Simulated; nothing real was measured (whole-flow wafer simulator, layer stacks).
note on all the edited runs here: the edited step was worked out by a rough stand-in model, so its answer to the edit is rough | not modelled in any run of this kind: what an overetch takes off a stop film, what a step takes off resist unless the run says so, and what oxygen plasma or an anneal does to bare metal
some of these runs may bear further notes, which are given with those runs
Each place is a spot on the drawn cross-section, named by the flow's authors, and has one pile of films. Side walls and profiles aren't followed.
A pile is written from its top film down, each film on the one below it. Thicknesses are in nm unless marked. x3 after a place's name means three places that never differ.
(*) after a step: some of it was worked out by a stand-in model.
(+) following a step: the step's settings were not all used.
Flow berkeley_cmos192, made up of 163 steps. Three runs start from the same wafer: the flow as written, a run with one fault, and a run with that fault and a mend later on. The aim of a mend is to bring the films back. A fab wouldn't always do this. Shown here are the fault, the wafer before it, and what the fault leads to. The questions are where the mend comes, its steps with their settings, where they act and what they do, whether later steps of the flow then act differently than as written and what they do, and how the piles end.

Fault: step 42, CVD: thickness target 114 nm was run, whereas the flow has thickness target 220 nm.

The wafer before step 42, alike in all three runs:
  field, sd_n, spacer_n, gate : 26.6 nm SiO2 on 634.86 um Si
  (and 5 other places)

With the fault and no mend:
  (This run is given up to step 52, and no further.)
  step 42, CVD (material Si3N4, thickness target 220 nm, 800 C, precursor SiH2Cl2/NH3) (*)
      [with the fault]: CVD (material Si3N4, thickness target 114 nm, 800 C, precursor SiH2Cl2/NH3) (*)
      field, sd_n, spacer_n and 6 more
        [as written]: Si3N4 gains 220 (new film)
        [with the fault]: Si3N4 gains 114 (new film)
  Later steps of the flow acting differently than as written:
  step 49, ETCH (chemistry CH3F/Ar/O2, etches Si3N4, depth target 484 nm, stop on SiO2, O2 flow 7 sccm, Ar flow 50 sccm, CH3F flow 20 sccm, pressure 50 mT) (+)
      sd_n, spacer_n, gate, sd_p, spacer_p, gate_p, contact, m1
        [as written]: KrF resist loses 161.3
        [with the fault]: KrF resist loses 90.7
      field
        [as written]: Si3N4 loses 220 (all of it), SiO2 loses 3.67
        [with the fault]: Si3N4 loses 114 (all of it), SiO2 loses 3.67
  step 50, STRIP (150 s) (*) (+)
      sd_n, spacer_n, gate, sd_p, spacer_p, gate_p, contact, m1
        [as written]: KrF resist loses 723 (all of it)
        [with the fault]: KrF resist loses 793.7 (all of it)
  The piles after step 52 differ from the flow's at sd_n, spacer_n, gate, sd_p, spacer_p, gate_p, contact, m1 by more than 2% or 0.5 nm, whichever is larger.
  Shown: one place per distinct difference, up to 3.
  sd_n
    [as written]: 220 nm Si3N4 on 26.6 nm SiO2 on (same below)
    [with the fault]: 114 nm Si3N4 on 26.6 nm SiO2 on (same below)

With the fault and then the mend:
  The mend follows step 48.
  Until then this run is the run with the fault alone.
  step 48a, STRIP (150 s) (*) (+)
      sd_n, spacer_n, gate, sd_p, spacer_p, gate_p, contact, m1
        KrF resist loses 884.4 (all of it)
  step 48b, CLEAN (chemistry SPM) (the flow's step 34 again)
      does not change any film at any place that is followed
  step 48c, CVD (material Si3N4, thickness target 106 nm, 800 C, precursor SiH2Cl2/NH3) (*) (the flow's step 42 again, with other settings)
      field, sd_n, spacer_n and 6 more
        Si3N4 gains 106
  step 48d, HMDS (the flow's step 43 again)
      does not change any film at any place that is followed
  step 48e, COAT (KrF resist, thickness 900 nm) (the flow's step 44 again)
      field, sd_n, spacer_n and 6 more
        KrF resist gains 900 (new film)
  step 48f, SOFTBAKE (KrF resist) (the flow's step 45 again)
      does not change any film at any place that is followed
  step 48g, EXPOSE (photomask ACTIVE, dose 18 mJ/cm2, NA 0.5, wavelength 248 nm) (*) (the flow's step 46 again)
      does not change any film at any place that is followed
  step 48h, PEB (KrF resist, 130 C, 60 s) (the flow's step 47 again)
      field, sd_n, spacer_n and 6 more
        KrF resist loses 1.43
  step 48i, DEVELOP (KrF resist, thickness 900 nm, developer developer-D-0.26N, 45 s) (the flow's step 48 again)
      sd_n, spacer_n, gate, sd_p, spacer_p, gate_p, contact, m1
        KrF resist loses 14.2
      field
        KrF resist loses 898.6 (all of it)
  Later steps of the flow that are run all act as written at every place that is followed.
  At every place that both follow, the piles at the end match the flow's.
